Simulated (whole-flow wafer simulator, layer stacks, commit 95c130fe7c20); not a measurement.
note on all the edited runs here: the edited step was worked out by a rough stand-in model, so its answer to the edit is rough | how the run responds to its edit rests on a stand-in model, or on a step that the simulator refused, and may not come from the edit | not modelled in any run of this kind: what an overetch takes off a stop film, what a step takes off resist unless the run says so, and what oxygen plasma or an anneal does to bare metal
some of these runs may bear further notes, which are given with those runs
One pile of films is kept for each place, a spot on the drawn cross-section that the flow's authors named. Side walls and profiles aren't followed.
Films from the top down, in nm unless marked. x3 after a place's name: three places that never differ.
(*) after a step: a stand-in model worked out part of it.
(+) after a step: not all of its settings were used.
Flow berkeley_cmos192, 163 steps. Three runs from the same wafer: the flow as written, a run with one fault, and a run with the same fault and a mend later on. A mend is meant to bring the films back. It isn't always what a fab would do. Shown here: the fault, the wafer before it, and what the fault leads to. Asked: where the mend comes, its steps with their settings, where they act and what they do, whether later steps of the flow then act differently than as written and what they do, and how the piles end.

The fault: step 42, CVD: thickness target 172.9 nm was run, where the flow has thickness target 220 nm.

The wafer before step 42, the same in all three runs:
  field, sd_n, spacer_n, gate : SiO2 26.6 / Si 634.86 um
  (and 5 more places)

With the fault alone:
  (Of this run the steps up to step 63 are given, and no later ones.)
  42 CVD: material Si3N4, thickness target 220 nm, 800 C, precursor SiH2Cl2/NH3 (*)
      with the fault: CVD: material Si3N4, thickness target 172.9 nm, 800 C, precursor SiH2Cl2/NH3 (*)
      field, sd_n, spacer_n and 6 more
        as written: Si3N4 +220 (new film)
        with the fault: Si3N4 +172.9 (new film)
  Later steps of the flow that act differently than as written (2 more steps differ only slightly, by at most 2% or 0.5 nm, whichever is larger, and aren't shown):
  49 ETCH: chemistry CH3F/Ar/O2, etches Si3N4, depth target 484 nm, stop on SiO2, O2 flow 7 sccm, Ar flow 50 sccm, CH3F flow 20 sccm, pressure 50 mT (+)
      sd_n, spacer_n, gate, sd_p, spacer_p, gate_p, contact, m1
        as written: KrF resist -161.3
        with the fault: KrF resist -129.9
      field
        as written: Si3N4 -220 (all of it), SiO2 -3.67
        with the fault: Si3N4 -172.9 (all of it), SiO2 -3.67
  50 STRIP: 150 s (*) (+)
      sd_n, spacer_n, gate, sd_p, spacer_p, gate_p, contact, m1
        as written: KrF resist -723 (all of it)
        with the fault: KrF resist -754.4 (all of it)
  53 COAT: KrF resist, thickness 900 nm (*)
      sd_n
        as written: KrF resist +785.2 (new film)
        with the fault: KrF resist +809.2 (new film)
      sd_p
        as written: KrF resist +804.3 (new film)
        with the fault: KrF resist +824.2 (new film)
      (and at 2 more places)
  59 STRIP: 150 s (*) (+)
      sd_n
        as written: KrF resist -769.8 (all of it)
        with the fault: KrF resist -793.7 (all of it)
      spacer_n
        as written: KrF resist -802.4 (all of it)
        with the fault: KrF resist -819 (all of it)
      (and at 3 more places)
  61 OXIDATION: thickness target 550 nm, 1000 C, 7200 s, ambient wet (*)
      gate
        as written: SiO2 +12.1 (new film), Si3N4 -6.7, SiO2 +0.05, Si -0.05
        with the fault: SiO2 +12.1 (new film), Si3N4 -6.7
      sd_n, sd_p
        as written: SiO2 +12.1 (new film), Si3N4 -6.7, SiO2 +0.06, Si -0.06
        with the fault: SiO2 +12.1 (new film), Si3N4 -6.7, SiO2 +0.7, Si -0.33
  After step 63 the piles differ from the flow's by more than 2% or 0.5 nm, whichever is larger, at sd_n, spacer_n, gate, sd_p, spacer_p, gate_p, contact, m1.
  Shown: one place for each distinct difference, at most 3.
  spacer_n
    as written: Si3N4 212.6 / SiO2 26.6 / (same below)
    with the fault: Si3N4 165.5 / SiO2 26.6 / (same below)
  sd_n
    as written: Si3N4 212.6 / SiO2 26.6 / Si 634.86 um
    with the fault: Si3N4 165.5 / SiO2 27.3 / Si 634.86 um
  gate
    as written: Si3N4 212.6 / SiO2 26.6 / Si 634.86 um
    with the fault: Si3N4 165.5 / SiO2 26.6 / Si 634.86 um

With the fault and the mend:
  The mend comes after step 48.
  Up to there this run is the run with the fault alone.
  48a STRIP: 150 s (*) (+)
      sd_n, spacer_n, gate, sd_p, spacer_p, gate_p, contact, m1
        KrF resist -884.4 (all of it)
  48b CLEAN: chemistry SPM (the flow's step 34 once more)
      changes no film at any place that is followed
  48c CVD: material Si3N4, thickness target 47.08 nm, 800 C, precursor SiH2Cl2/NH3 (*) (the flow's step 42 once more, with other settings)
      field, sd_n, spacer_n and 6 more
        Si3N4 +47.1
  48d HMDS (the flow's step 43 once more)
      changes no film at any place that is followed
  48e COAT: KrF resist, thickness 900 nm (the flow's step 44 once more)
      field, sd_n, spacer_n and 6 more
        KrF resist +900 (new film)
  48f SOFTBAKE: KrF resist (the flow's step 45 once more)
      changes no film at any place that is followed
  48g EXPOSE: photomask ACTIVE, dose 18 mJ/cm2, NA 0.5, wavelength 248 nm (*) (the flow's step 46 once more)
      changes no film at any place that is followed
  48h PEB: KrF resist, 130 C, 60 s (the flow's step 47 once more)
      field, sd_n, spacer_n and 6 more
        KrF resist -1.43
  48i DEVELOP: KrF resist, thickness 900 nm, developer developer-D-0.26N, 45 s (the flow's step 48 once more)
      sd_n, spacer_n, gate, sd_p, spacer_p, gate_p, contact, m1
        KrF resist -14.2
      field
        KrF resist -898.6 (all of it)
  No later step of the flow acts differently than as written, at any place that is followed, by more than 2% or 0.5 nm, whichever is larger.
  At the end the piles are the same as the flow's at every place that both follow.
